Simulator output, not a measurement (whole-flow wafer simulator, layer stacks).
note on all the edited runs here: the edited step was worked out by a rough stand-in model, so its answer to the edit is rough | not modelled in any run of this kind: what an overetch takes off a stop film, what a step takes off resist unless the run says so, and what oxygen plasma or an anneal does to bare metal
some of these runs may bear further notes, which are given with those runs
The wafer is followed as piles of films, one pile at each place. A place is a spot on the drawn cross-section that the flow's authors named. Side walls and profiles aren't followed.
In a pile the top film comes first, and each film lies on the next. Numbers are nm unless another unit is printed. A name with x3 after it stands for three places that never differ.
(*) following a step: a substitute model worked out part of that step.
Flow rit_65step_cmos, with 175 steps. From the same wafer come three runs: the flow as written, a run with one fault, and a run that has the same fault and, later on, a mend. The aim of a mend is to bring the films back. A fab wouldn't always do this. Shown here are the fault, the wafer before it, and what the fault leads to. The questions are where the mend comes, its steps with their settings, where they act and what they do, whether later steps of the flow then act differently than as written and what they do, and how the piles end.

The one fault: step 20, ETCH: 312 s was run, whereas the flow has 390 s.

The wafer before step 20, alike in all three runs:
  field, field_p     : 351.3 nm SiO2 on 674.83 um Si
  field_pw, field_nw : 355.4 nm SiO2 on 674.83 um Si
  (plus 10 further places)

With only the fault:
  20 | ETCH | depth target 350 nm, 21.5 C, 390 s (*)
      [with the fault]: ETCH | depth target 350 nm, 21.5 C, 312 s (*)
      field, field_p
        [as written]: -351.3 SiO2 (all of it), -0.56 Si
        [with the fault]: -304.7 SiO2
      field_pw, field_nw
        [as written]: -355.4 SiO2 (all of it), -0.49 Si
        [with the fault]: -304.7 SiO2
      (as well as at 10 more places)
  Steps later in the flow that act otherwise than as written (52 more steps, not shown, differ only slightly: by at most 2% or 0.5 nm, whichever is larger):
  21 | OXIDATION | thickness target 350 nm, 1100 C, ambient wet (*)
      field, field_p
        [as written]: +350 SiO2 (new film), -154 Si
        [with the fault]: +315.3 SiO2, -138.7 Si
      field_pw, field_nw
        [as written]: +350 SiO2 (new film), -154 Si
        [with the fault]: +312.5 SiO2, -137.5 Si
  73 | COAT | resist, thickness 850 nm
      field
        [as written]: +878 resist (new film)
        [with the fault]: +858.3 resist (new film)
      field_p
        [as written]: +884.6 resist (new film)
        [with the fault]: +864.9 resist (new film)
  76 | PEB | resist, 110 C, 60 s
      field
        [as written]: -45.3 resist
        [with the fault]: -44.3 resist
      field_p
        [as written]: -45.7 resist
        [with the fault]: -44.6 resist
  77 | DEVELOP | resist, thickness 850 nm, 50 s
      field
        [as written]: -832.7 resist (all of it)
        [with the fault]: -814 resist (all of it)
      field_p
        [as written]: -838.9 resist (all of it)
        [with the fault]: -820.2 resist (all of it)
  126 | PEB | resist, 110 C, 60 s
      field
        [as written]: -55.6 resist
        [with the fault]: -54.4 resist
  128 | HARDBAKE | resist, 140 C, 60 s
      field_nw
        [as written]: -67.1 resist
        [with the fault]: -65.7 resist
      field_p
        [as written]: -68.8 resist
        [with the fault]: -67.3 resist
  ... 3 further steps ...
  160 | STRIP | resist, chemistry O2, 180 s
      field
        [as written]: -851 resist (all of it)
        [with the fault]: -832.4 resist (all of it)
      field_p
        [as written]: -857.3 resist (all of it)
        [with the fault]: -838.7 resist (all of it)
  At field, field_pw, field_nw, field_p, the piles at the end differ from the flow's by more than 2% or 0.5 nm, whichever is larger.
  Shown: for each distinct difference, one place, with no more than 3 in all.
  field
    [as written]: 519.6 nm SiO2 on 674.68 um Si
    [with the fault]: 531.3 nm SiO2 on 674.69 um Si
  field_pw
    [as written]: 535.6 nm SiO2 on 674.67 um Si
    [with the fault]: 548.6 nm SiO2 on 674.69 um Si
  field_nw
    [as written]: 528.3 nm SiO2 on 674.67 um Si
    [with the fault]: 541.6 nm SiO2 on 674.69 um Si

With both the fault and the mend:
  The mend stands after step 20.
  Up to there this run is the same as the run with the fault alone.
  20a | ETCH | depth target 350 nm, 21.5 C, 78 s (a further turn of the flow's step 20, with different settings)
      field, field_p
        -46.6 SiO2 (all of it)
      field_pw, field_nw
        -50.6 SiO2 (all of it)
  Later steps of the flow that are run all act as written at every place that is followed, up to a difference of at most 2% or 0.5 nm, whichever is larger.
  The piles end only slightly different from the flow's at the places that both follow, by no more than 2% or 0.5 nm, whichever is larger.
